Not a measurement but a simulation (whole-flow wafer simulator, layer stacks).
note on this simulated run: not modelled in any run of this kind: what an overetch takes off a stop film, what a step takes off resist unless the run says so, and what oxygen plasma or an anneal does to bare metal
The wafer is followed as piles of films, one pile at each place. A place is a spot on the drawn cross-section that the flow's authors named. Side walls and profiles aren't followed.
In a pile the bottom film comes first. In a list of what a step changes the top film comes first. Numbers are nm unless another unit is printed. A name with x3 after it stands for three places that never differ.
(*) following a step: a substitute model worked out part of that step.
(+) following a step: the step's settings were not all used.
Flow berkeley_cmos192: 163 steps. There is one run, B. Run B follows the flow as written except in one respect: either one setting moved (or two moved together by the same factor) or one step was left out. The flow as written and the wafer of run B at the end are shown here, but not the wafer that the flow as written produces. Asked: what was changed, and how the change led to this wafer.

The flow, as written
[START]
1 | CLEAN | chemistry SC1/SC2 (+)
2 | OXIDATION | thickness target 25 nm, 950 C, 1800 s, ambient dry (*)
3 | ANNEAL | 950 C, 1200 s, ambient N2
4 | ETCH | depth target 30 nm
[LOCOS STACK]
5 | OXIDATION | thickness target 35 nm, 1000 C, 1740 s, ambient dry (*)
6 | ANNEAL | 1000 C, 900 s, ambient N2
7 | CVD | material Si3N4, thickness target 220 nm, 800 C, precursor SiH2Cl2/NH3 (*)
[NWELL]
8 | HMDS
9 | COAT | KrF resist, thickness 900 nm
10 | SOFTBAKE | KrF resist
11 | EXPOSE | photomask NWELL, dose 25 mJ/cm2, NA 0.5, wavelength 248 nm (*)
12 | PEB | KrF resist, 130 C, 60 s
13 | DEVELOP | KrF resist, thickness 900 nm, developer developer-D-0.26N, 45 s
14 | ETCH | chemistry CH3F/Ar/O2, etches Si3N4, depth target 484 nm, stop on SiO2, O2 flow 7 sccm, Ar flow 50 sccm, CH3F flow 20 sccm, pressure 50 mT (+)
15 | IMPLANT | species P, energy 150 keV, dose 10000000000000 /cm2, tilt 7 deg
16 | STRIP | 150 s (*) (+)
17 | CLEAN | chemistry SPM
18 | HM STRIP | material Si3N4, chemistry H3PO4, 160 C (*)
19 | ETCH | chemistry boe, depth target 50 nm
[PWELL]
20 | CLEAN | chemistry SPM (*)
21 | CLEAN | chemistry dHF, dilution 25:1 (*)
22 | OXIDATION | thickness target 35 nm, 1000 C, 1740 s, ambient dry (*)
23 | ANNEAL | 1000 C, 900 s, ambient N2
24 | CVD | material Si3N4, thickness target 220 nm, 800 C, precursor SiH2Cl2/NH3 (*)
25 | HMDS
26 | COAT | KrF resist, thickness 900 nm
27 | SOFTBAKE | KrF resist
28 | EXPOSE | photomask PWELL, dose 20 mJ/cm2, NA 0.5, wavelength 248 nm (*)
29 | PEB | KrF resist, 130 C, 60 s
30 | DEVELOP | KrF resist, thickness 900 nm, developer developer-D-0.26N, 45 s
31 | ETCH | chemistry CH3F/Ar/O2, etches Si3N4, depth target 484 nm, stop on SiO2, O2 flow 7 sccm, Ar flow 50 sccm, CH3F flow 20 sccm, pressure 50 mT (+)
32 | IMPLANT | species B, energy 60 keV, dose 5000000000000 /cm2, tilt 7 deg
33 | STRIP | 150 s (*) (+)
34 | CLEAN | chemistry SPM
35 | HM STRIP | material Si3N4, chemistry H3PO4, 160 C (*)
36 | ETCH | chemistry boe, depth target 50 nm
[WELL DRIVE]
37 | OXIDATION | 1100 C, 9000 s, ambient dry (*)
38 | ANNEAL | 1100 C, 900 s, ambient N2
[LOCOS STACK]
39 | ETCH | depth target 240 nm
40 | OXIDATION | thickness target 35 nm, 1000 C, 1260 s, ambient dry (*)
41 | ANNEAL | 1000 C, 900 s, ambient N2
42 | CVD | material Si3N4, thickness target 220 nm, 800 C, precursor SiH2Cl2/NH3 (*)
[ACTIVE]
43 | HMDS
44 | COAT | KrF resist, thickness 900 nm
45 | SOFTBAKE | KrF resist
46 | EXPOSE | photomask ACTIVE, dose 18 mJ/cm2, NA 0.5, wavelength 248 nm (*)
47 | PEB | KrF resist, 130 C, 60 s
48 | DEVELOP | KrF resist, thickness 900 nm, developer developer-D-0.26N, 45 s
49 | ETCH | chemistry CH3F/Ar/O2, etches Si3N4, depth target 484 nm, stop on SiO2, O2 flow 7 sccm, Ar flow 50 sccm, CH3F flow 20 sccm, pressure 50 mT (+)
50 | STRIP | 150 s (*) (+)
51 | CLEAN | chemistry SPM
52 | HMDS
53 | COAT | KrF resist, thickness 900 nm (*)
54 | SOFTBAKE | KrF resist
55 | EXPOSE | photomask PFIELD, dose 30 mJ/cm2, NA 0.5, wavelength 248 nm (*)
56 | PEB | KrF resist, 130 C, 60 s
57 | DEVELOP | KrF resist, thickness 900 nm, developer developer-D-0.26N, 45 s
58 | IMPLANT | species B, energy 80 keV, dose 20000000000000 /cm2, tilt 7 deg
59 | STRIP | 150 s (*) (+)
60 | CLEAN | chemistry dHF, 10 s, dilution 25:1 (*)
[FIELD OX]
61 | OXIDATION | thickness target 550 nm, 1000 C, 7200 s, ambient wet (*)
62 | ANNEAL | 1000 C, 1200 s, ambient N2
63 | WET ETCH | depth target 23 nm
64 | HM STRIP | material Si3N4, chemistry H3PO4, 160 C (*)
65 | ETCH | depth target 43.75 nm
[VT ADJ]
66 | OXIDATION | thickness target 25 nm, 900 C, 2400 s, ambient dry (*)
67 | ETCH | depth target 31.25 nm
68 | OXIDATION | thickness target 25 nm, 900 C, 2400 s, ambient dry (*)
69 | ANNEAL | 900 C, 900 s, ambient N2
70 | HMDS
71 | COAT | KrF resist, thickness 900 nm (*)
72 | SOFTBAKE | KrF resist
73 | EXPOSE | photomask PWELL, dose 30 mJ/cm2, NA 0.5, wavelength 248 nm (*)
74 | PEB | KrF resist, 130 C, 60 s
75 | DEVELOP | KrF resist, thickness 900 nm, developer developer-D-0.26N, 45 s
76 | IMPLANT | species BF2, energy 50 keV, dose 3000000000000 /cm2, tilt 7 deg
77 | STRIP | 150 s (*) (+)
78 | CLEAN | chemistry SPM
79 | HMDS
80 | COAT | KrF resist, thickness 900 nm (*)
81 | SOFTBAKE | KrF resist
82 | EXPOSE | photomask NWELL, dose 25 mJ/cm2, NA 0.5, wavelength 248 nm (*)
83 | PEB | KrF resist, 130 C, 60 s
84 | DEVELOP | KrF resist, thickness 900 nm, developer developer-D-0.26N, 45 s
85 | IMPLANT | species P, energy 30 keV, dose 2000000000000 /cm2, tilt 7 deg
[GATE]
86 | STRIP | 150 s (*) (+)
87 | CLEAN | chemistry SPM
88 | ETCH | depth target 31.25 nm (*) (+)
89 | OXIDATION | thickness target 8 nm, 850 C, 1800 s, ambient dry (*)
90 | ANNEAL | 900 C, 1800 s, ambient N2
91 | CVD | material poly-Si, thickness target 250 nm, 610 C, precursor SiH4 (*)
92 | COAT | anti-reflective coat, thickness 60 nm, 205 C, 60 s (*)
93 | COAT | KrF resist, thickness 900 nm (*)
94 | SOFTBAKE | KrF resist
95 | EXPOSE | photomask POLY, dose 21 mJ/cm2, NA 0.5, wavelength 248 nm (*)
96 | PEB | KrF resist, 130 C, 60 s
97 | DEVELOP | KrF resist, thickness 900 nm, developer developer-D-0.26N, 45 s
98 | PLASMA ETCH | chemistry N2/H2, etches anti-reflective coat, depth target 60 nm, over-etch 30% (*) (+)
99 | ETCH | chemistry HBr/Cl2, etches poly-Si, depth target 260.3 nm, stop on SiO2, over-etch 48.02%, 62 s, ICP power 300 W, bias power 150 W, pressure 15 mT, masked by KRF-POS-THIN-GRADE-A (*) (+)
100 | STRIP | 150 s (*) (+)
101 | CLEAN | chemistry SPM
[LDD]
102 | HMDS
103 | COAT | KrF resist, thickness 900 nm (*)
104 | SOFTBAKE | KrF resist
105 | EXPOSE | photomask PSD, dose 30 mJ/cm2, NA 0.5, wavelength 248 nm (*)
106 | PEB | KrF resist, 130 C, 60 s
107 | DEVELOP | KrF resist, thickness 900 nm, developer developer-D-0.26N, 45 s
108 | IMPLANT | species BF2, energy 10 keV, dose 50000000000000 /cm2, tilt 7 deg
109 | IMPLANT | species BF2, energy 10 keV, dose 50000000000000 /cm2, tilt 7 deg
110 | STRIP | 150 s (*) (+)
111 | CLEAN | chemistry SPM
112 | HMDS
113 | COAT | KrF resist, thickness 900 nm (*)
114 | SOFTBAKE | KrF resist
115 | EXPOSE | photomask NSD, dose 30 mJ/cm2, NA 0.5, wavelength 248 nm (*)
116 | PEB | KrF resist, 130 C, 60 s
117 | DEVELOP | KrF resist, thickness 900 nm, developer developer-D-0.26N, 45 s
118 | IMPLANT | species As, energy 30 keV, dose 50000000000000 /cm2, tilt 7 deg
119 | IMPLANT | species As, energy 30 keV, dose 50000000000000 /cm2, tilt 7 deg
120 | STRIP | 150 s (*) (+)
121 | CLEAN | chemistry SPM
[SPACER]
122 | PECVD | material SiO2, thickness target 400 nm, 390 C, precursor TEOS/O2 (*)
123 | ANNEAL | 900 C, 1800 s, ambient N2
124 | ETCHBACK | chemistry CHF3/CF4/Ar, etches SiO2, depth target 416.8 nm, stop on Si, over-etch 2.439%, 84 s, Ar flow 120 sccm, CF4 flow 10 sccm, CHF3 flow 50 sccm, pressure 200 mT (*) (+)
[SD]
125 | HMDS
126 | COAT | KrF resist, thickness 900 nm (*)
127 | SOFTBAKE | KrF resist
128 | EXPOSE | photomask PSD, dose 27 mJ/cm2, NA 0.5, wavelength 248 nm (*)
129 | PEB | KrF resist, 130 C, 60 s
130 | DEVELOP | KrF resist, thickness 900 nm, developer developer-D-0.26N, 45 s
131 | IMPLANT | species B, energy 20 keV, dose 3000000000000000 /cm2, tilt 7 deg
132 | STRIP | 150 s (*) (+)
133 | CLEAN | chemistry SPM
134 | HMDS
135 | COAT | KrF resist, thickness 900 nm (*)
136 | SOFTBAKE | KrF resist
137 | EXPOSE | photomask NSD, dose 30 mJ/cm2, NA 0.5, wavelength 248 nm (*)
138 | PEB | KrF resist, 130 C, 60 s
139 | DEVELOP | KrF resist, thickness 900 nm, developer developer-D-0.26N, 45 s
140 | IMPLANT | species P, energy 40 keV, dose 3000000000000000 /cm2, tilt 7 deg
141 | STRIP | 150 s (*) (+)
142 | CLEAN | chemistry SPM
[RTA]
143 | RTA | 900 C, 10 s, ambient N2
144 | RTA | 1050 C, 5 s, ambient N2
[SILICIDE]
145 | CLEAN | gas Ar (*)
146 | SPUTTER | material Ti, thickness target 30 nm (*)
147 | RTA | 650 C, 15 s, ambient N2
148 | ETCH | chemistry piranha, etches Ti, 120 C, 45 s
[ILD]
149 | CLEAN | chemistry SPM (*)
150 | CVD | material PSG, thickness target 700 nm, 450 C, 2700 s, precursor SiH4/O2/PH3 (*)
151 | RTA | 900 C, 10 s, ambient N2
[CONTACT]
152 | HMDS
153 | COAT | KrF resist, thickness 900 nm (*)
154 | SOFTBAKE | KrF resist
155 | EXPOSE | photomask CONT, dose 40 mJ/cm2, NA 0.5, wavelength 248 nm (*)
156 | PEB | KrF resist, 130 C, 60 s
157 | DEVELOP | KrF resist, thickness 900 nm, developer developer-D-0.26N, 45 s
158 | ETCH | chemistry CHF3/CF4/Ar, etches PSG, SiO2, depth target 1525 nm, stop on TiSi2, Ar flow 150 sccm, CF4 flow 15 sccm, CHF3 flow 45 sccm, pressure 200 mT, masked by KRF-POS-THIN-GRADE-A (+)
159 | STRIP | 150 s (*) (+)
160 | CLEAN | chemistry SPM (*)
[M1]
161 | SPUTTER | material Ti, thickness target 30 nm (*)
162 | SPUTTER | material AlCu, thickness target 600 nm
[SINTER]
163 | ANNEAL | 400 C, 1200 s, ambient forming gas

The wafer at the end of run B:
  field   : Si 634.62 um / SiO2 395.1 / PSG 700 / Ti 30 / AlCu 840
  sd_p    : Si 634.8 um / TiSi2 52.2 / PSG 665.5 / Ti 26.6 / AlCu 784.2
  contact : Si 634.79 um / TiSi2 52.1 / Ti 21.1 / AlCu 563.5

Cause: step 162, SPUTTER: thickness target 840 nm was run, though the flow has thickness target 600 nm.
The wafer lets one read it off: field has AlCu 840, and step 162 as written asks for 600 nm.

Step by step, how the change led to this:
  162 | SPUTTER | material AlCu, thickness target 600 nm
      field, sd_n, spacer_n, gate, spacer_p, gate_p, m1: AlCu gains 840 (new film) (in the flow as written it would be: AlCu gains 600 (new film))
      sd_p: AlCu gains 784.2 (new film) (in the flow as written it would be: AlCu gains 551.2 (new film))
      (as well as at 1 more place)
